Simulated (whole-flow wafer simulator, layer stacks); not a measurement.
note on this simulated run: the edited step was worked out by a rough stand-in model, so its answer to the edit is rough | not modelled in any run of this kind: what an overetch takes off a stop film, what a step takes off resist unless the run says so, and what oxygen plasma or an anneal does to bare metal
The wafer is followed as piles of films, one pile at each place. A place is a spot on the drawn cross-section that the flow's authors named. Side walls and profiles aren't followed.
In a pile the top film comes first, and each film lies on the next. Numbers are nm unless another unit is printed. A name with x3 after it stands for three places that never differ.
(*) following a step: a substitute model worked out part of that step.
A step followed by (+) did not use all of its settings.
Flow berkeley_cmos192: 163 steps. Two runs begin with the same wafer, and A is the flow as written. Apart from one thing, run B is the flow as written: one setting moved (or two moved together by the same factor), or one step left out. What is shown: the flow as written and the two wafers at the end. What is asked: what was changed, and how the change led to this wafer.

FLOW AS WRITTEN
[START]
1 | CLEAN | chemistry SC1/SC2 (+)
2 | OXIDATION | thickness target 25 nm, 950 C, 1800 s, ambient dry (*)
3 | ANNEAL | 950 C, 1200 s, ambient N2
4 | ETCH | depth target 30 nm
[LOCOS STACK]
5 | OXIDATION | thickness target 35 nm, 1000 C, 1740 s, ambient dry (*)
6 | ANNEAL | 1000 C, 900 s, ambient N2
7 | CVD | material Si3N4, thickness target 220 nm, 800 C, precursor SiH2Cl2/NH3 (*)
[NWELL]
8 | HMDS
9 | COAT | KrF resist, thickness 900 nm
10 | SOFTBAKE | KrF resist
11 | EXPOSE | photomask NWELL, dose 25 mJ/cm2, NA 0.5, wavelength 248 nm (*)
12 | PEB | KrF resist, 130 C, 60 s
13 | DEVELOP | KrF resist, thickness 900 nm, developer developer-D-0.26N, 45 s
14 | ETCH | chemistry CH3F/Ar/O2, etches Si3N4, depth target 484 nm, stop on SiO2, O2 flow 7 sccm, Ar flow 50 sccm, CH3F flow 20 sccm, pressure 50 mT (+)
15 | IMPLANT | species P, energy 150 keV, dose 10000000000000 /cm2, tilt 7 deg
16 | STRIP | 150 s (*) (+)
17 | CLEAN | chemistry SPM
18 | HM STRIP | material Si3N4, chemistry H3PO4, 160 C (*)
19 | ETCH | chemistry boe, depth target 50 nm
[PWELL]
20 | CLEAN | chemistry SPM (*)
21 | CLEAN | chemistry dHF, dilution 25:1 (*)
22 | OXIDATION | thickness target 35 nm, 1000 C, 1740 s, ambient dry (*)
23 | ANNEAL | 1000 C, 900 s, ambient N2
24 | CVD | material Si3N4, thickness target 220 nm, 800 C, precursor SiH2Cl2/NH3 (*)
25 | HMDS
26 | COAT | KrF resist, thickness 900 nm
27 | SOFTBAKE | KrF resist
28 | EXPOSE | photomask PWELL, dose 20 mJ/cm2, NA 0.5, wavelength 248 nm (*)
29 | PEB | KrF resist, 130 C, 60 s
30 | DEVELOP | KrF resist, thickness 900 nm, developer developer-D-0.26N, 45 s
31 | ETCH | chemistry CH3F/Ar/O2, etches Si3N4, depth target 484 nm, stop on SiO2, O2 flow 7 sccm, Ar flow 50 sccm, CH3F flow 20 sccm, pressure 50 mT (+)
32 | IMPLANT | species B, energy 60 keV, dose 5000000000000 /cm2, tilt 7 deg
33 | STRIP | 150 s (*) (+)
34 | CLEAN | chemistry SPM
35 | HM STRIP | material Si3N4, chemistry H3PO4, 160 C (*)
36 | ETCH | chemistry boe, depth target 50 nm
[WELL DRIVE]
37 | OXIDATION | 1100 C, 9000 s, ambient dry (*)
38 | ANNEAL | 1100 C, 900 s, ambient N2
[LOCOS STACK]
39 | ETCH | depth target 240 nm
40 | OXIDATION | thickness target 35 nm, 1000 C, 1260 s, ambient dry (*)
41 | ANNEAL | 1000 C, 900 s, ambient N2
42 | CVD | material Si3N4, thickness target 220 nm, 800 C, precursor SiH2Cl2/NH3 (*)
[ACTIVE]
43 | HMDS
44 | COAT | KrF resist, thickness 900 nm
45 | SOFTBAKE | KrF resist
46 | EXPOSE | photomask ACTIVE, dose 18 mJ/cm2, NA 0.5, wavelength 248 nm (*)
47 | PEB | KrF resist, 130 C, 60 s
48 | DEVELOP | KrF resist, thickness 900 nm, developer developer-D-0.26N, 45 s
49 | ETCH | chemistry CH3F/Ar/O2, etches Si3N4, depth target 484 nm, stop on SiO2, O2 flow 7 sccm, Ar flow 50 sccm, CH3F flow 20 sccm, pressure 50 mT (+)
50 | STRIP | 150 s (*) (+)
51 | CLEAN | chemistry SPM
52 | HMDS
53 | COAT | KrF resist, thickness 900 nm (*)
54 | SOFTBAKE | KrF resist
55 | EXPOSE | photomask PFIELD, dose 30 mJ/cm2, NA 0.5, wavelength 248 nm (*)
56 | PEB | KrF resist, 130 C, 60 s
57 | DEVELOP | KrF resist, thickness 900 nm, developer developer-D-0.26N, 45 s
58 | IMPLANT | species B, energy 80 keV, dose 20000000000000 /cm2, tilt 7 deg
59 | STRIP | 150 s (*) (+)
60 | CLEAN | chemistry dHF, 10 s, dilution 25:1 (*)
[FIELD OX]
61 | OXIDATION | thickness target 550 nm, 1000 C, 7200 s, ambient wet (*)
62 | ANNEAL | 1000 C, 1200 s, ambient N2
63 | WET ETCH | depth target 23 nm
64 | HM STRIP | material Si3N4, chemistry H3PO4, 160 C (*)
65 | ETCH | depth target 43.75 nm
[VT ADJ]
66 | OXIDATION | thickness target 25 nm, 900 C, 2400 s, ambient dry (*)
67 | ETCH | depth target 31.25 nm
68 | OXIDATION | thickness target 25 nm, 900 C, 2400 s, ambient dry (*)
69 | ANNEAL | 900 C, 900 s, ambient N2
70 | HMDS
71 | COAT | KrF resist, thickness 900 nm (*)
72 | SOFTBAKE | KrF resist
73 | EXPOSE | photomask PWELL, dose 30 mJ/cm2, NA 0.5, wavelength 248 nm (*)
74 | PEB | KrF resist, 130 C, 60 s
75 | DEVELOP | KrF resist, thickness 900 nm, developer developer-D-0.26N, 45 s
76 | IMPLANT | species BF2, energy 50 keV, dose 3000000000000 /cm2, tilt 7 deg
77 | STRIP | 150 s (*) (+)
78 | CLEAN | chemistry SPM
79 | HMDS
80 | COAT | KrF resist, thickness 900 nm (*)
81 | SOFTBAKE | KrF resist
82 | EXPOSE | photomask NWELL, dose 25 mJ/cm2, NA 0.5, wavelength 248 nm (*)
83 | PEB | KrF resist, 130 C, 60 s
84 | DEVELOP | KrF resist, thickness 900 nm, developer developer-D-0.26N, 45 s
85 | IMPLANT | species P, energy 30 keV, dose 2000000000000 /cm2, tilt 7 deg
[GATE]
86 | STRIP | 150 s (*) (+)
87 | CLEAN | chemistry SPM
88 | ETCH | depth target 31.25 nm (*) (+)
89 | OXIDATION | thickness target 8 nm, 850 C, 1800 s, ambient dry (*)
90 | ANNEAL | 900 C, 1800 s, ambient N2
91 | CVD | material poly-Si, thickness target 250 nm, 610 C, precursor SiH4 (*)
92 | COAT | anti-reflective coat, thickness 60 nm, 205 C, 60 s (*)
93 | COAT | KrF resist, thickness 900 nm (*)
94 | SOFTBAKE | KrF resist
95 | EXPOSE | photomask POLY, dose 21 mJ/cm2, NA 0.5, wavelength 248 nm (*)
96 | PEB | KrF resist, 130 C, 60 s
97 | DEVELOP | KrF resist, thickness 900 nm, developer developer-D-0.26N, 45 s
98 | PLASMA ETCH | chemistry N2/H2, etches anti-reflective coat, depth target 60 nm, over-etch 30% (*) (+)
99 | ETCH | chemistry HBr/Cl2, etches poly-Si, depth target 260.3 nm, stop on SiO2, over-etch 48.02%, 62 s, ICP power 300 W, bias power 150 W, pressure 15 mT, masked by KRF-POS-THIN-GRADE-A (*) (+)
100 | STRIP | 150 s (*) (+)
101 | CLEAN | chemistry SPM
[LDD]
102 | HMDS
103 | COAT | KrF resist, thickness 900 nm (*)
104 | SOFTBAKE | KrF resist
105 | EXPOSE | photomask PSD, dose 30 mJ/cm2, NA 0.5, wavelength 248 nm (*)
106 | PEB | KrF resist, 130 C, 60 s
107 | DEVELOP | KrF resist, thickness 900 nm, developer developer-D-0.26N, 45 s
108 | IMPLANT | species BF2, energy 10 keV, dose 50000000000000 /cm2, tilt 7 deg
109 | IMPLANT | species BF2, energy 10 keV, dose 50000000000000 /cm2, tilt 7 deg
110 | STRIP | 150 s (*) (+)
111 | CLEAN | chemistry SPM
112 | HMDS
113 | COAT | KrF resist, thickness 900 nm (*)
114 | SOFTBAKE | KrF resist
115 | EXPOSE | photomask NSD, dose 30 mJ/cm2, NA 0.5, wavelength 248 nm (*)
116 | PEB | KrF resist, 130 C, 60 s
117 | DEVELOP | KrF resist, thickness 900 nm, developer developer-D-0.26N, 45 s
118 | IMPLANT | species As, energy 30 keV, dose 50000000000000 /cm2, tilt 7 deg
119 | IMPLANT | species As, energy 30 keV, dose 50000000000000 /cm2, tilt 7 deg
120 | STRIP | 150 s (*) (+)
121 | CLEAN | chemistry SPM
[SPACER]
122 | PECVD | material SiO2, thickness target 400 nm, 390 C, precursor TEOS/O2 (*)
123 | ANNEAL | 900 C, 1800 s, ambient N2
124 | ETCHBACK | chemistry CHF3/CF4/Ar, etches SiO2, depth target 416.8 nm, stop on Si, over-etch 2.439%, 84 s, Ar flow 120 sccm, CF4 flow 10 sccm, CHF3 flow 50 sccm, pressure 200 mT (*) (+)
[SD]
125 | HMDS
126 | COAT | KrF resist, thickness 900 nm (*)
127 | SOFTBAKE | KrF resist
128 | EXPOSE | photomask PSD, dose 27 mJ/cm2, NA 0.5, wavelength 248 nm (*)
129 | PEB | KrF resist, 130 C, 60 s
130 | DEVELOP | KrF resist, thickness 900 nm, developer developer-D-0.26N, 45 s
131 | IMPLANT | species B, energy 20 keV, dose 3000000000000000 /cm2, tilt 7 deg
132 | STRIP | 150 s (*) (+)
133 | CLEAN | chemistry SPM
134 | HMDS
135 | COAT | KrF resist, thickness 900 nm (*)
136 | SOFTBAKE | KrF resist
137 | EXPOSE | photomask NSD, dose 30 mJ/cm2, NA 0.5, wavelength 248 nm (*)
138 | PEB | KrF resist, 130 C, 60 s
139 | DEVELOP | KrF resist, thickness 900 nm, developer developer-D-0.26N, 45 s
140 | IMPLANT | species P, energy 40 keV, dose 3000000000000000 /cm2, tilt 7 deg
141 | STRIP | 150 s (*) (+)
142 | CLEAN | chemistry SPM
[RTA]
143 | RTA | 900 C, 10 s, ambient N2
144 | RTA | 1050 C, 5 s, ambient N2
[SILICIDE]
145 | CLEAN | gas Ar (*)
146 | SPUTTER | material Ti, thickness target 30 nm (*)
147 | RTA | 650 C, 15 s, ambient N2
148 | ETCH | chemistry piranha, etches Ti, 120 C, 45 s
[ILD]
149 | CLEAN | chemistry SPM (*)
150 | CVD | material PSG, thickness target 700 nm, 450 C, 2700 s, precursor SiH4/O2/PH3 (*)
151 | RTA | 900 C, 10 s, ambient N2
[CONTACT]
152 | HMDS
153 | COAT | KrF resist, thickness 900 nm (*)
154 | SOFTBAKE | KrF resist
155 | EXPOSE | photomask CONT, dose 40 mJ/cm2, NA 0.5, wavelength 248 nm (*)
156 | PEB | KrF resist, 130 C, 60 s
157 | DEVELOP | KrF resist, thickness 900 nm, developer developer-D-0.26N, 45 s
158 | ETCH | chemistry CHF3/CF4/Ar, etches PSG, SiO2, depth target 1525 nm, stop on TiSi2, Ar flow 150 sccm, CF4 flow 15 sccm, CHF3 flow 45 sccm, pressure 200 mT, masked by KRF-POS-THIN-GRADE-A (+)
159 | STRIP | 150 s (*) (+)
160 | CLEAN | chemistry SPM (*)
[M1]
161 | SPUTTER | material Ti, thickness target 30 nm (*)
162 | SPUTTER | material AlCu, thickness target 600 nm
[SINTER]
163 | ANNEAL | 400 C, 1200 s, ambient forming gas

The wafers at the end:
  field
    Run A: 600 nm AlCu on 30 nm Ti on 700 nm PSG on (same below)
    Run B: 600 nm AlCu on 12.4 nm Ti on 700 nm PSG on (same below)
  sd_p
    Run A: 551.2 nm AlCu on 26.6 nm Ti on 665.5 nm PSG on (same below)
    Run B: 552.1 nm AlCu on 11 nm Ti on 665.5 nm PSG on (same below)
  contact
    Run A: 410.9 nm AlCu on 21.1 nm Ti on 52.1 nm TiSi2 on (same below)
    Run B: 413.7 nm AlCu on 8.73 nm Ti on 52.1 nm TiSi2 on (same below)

Cause: step 161, SPUTTER: thickness target 12.42 nm was run, whereas the flow has thickness target 30 nm.
One can read it off the wafer: field has Ti 12.4, and step 161 as written asks for 30 nm.

The path from the change to this, step by step:
  161 | SPUTTER | material Ti, thickness target 30 nm (*)
      field, sd_n, spacer_n, gate, spacer_p, gate_p, m1: A +30 Ti (new film) | B +12.4 Ti (new film)
      sd_p: A +26.6 Ti (new film) | B +11 Ti (new film)
      (and at 1 other place as well)
